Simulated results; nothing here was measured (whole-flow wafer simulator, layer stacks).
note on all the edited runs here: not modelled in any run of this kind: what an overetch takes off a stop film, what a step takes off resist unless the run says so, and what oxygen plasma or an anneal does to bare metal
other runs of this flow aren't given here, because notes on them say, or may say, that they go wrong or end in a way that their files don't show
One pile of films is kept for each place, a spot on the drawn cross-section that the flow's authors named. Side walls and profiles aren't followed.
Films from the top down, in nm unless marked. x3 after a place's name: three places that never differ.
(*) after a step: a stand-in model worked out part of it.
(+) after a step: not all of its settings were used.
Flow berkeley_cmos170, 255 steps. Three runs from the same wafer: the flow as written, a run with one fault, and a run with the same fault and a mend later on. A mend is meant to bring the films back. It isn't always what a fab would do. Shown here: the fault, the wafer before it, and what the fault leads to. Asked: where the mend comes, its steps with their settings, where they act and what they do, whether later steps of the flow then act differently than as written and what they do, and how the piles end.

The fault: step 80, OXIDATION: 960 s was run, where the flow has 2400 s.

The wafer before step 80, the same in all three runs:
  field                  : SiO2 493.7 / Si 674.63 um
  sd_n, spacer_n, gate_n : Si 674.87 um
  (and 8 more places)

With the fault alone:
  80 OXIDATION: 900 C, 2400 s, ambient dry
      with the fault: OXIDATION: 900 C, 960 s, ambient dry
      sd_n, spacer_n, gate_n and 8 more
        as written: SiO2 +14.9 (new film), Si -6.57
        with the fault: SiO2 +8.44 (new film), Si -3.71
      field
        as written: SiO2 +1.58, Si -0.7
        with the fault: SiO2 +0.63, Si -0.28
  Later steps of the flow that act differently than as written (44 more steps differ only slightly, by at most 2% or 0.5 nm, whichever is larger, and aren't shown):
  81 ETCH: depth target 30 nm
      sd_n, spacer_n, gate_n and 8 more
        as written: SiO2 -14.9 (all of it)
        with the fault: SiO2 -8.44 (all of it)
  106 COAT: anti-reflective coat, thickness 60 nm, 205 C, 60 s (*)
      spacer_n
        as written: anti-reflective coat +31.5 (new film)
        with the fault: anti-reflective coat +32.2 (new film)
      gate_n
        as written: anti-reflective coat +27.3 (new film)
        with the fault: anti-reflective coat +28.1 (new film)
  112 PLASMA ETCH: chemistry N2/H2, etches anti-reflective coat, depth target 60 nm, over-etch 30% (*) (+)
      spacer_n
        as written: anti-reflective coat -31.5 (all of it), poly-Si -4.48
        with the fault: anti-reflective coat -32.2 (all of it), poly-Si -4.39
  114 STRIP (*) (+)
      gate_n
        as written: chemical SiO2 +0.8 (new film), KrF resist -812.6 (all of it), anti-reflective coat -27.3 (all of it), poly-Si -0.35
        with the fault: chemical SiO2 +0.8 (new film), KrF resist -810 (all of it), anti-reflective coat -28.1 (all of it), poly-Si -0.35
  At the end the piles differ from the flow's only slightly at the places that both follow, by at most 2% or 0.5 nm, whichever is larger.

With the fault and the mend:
  The mend comes after step 80.
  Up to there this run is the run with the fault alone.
  80a OXIDATION: 900 C, 1440 s, ambient dry (the flow's step 80 once more, with other settings)
      sd_n, spacer_n, gate_n and 8 more
        SiO2 +6.5, Si -2.86
      field
        SiO2 +0.95, Si -0.42
  No later step of the flow acts differently than as written at any place that is followed.
  At the end the piles are the same as the flow's at every place that both follow.
